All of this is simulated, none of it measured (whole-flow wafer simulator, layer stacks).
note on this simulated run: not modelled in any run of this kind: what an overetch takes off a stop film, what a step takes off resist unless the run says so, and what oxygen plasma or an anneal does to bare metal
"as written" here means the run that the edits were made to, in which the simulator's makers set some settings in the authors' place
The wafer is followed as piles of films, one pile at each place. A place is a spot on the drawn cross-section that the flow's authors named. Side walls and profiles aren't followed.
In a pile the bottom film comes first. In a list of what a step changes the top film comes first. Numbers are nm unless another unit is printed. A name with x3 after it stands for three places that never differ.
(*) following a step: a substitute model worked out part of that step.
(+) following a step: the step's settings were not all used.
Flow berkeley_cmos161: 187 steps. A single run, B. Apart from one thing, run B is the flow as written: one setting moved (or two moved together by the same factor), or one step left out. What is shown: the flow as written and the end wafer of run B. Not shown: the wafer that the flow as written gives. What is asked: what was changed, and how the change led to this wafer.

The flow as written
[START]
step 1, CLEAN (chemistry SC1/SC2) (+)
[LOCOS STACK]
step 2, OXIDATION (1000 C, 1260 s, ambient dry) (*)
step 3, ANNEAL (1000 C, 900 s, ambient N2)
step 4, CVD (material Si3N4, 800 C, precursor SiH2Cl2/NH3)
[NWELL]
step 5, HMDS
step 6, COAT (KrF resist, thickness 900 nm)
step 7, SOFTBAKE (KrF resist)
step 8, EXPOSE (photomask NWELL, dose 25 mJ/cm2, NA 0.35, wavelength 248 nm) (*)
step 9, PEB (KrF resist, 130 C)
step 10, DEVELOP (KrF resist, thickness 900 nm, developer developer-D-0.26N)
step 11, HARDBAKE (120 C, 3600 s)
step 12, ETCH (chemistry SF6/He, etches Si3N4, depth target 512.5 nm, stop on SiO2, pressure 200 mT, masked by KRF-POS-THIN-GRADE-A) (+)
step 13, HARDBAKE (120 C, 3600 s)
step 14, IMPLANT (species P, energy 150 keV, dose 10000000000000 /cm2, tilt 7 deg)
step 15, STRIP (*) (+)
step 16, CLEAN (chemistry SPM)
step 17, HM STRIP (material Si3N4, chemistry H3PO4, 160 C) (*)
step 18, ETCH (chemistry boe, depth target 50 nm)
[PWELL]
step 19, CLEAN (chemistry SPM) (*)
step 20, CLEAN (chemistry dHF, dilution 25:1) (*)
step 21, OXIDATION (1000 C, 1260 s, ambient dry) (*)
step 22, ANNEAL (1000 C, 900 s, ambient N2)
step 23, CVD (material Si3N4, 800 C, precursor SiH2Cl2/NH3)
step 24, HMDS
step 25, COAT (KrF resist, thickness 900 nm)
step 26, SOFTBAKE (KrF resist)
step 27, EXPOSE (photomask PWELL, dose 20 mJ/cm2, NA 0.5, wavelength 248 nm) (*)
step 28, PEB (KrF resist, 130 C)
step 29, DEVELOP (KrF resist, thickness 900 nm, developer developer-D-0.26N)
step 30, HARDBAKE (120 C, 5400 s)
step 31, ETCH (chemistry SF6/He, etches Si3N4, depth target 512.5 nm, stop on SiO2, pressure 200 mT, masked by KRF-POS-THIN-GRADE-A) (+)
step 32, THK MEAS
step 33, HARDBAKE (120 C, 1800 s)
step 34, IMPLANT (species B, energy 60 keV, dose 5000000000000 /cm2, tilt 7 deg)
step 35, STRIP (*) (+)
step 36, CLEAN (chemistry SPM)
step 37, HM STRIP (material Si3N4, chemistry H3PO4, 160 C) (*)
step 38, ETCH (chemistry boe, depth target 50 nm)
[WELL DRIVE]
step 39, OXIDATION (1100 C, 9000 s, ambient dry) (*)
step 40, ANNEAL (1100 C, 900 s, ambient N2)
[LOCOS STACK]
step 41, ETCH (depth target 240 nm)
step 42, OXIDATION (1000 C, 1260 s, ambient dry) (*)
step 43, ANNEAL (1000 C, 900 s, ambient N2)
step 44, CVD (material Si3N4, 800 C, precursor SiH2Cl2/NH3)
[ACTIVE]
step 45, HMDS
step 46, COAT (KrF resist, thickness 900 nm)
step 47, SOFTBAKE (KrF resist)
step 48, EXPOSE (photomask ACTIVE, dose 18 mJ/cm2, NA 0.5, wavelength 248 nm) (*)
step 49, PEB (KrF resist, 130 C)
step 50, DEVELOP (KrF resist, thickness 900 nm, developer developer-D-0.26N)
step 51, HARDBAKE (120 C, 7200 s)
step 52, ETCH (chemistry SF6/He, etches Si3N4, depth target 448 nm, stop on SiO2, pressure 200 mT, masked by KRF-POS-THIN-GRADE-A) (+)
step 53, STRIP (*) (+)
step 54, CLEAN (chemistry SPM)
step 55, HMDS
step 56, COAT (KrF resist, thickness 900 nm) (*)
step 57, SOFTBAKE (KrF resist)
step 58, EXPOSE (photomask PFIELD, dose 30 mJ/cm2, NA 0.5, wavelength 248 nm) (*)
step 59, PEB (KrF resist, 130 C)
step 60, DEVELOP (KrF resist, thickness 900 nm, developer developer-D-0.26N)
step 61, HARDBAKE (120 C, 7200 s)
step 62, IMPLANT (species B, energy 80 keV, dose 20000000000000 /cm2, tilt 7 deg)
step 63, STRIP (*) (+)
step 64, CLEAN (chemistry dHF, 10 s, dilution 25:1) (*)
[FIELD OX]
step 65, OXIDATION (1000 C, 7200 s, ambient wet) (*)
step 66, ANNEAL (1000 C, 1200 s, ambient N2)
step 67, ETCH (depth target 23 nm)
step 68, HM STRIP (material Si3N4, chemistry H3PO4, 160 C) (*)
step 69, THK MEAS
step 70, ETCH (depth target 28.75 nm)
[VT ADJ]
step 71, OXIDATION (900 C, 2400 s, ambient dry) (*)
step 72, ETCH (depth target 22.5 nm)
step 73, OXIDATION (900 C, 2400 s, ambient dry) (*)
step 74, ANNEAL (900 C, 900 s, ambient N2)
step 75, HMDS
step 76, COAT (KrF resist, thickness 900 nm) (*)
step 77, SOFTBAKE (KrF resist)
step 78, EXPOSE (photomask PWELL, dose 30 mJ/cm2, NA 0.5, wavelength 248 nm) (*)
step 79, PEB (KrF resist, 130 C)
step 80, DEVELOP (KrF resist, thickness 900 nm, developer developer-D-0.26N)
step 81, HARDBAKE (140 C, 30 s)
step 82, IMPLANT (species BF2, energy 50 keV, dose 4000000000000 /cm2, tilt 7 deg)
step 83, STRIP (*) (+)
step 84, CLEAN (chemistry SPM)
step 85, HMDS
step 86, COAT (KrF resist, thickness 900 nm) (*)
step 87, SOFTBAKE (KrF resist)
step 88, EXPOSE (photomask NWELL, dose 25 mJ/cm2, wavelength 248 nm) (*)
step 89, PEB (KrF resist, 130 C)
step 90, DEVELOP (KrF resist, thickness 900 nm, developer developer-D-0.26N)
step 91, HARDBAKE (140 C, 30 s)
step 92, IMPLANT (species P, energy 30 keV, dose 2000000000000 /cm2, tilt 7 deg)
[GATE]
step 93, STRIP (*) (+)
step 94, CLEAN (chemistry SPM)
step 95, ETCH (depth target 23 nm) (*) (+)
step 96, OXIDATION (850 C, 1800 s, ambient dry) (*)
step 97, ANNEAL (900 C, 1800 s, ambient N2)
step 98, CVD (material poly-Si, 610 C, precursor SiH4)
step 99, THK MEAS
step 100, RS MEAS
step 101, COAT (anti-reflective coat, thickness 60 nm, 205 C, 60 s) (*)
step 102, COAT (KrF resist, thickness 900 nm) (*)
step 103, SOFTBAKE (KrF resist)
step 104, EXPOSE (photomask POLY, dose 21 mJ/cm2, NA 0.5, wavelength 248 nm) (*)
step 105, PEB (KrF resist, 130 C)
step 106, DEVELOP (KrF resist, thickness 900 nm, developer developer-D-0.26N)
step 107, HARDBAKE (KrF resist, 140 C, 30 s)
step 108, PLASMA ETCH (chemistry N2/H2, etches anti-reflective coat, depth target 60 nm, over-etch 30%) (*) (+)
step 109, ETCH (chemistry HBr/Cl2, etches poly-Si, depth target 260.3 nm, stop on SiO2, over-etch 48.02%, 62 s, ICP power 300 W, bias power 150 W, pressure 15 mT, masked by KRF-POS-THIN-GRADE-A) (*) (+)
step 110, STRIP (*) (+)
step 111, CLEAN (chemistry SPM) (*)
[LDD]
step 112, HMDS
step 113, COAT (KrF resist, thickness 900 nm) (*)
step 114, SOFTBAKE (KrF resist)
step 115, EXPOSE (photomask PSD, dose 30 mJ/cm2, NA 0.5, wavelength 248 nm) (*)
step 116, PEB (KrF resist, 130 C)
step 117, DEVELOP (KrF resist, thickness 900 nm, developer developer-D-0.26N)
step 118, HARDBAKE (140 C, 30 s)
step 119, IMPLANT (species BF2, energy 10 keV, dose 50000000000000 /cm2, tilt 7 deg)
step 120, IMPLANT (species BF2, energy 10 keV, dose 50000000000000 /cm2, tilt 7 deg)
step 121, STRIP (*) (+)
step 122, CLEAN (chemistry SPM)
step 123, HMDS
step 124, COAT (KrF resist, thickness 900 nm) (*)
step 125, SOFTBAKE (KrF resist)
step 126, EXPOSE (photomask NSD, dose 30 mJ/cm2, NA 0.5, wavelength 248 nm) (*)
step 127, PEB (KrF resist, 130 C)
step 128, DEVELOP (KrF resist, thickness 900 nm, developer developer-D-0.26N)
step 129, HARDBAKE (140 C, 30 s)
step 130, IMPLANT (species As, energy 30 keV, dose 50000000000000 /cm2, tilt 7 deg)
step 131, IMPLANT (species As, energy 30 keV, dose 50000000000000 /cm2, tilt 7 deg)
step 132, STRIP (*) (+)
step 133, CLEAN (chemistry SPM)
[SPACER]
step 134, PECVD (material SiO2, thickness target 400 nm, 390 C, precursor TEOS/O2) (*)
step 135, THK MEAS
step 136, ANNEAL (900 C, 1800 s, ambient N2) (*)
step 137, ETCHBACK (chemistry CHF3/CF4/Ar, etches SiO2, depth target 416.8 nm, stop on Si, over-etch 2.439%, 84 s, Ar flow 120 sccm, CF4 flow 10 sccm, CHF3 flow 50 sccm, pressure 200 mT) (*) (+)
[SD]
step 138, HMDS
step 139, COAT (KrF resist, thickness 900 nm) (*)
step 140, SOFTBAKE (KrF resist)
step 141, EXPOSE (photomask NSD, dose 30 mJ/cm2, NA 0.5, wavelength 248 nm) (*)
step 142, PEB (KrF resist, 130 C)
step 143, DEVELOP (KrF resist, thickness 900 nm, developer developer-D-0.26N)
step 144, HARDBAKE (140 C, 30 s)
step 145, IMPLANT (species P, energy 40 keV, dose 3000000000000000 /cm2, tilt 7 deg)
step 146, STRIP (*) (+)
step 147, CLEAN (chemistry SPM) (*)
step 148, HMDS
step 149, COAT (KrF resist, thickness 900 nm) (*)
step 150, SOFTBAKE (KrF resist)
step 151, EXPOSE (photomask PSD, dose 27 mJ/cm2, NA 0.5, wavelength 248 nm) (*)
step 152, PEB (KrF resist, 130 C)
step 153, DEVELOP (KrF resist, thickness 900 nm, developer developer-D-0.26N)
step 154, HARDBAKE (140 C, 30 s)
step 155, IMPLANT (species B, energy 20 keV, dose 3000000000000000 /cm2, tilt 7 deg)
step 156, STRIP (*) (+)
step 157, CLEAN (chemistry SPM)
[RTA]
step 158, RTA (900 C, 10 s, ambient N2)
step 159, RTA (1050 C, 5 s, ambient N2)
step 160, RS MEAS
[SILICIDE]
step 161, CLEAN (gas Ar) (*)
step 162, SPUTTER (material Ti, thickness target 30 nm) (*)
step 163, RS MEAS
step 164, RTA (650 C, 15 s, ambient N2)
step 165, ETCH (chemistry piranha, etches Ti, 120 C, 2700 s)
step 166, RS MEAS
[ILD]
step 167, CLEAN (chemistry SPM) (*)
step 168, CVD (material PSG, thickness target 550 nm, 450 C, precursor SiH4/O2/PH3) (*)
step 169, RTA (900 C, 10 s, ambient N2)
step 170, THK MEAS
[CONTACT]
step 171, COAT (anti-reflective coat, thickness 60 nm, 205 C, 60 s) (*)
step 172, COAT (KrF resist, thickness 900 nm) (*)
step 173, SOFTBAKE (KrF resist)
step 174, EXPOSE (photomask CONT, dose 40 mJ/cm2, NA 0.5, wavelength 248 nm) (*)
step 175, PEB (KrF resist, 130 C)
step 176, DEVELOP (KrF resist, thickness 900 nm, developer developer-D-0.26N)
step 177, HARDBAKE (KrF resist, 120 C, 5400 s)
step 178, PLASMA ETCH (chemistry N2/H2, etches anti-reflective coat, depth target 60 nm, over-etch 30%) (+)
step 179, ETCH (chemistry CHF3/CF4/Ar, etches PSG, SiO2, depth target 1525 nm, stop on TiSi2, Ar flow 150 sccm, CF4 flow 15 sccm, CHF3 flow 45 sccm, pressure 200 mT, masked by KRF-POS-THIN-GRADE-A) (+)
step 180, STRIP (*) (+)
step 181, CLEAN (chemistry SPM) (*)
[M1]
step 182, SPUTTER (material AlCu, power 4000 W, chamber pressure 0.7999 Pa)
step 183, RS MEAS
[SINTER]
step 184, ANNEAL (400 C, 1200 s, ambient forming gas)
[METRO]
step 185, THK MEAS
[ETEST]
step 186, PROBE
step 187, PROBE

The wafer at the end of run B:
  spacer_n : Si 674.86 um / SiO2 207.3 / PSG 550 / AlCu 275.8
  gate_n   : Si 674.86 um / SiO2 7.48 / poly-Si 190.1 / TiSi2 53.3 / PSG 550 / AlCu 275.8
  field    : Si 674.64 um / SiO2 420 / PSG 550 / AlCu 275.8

Cause: step 72, ETCH: depth target 10.87 nm was run, while the flow as written has depth target 22.5 nm.

Step by step, how the change led to this:
  step 72, ETCH (depth target 22.5 nm)
      sd_n, spacer_n, gate_n, sd_p, spacer_p, gate_p, contact, m1: SiO2 loses 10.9 (in the flow as written it would be: SiO2 loses 14.9 (all of it))
      field: SiO2 loses 10.9 (in the flow as written it would be: SiO2 loses 22.5)
  step 73, OXIDATION (900 C, 2400 s, ambient dry) (*)
      sd_n, spacer_n, gate_n, sd_p, spacer_p, gate_p, contact, m1: SiO2 gains 11.8, Si loses 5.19 (in the flow as written it would be: SiO2 gains 14.9 (new film), Si loses 6.57)
  step 95, ETCH (depth target 23 nm) (*) (+)
      sd_n, spacer_n, gate_n, sd_p, spacer_p, gate_p, contact, m1: SiO2 loses 15.9 (all of it) (in the flow as written it would be: SiO2 loses 14.9 (all of it))
  step 101, COAT (anti-reflective coat, thickness 60 nm, 205 C, 60 s) (*)
      sd_n: anti-reflective coat gains 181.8 (new film) (in the flow as written it would be: anti-reflective coat gains 173.5 (new film))
      spacer_n: anti-reflective coat gains 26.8 (new film) (in the flow as written it would be: anti-reflective coat gains 28.7 (new film))
      (also at 4 further places)
  step 108, PLASMA ETCH (chemistry N2/H2, etches anti-reflective coat, depth target 60 nm, over-etch 30%) (*) (+)
      sd_n: anti-reflective coat loses 181.8 (all of it), poly-Si loses 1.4 (in the flow as written it would be: anti-reflective coat loses 173.5 (all of it), poly-Si loses 1.33)
      spacer_n: anti-reflective coat loses 26.8 (all of it), poly-Si loses 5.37 (in the flow as written it would be: anti-reflective coat loses 28.7 (all of it), poly-Si loses 5.05)
      (also at 2 further places)
  step 110, STRIP (*) (+)
      gate_n: chemical SiO2 gains 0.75 (new film), KrF resist loses 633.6 (all of it), anti-reflective coat loses 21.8 (all of it), poly-Si loses 0.33 (in the flow as written it would be: chemical SiO2 gains 0.75 (new film), KrF resist loses 626.8 (all of it), anti-reflective coat loses 23.7 (all of it), poly-Si loses 0.33)
      gate_p: chemical SiO2 gains 0.75 (new film), KrF resist loses 602.2 (all of it), anti-reflective coat loses 26.9 (all of it), poly-Si loses 0.33 (in the flow as written it would be: chemical SiO2 gains 0.75 (new film), KrF resist loses 598.2 (all of it), anti-reflective coat loses 27.9 (all of it), poly-Si loses 0.33)
  step 171, COAT (anti-reflective coat, thickness 60 nm, 205 C, 60 s) (*)
      sd_n: anti-reflective coat gains 158.1 (new film) (in the flow as written it would be: anti-reflective coat gains 149.7 (new film))
      m1: anti-reflective coat gains 100.3 (new film) (in the flow as written it would be: anti-reflective coat gains 97.8 (new film))
  step 180, STRIP (*) (+)
      sd_n: KrF resist loses 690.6 (all of it), anti-reflective coat loses 158.1 (all of it) (in the flow as written it would be: KrF resist loses 692.5 (all of it), anti-reflective coat loses 149.7 (all of it))
      m1: KrF resist loses 743.6 (all of it), anti-reflective coat loses 100.3 (all of it) (in the flow as written it would be: KrF resist loses 739.9 (all of it), anti-reflective coat loses 97.8 (all of it))
